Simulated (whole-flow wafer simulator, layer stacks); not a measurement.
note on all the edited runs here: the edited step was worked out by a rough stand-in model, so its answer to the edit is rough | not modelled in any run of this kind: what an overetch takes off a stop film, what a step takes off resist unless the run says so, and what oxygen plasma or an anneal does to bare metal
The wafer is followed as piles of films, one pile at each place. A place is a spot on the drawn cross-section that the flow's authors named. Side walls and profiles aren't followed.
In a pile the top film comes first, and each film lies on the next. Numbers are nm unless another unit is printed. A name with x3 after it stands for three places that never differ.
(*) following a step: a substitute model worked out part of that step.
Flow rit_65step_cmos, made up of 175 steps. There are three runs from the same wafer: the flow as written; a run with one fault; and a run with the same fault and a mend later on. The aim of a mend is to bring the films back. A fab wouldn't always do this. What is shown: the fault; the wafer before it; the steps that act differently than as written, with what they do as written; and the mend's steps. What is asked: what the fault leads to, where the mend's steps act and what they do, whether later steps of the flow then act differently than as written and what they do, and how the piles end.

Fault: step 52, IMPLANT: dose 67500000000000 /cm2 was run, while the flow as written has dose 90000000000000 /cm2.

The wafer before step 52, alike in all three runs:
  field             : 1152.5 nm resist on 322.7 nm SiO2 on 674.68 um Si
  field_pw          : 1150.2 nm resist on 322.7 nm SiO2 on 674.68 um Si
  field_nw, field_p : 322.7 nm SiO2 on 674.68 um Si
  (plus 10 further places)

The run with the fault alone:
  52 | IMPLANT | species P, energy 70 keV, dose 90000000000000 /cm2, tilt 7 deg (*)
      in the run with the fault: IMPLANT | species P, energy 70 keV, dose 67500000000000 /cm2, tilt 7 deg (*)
      acts as it does as written at every place that is followed
  Steps later in the flow that act otherwise than as written (not shown: 35 more steps that differ only slightly, by at most 2% or 0.5 nm, whichever is larger):
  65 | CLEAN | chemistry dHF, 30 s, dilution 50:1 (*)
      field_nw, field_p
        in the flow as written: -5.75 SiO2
        in the run with the fault: -5.13 SiO2
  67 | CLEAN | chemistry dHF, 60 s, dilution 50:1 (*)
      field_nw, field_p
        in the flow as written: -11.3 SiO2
        in the run with the fault: -10.1 SiO2
  At the end the piles are close to the flow's at the places that both follow, differing by at most 2% or 0.5 nm, whichever is larger.

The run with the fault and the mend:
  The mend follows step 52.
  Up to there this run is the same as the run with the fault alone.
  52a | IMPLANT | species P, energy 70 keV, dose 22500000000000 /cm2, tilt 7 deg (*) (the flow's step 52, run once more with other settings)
      alters no film at any place that is followed
  Later steps of the flow that are run all act as written at every place that is followed.
  By the end, the piles equal the flow's at every place that both follow.
